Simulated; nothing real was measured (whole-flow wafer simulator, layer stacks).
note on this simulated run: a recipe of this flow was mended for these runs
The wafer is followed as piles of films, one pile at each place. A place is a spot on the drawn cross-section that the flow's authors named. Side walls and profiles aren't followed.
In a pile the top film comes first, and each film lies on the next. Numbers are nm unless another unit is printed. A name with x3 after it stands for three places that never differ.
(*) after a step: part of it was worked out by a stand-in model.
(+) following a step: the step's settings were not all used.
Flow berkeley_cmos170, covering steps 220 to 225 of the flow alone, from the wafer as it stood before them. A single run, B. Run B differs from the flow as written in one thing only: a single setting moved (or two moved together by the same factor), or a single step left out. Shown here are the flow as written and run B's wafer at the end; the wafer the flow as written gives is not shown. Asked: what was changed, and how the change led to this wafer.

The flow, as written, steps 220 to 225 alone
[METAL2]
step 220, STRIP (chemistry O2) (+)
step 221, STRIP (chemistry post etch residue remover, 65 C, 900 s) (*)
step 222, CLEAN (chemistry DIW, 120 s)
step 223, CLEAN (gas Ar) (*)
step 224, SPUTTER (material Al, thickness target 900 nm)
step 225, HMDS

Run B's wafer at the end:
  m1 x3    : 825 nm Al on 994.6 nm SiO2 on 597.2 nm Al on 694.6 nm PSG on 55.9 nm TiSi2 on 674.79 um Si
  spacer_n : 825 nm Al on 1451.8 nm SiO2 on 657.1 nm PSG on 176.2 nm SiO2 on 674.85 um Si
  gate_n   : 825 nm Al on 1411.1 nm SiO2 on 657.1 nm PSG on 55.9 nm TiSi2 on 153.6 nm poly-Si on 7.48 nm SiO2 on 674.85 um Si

Cause: step 224, SPUTTER: thickness target 825 nm was run, though the flow has thickness target 900 nm.
The wafer lets one read it off: m1 x3 has Al 825, and step 224 as written asks for 900 nm.

Step by step, how the change led to this:
  step 224, SPUTTER (material Al, thickness target 900 nm)
      field, mark, sd_n and 9 more: Al gains 825 (new film) (as written it would have been: Al gains 900 (new film))
      via1: Al gains 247 (as written it would have been: Al gains 259.4)
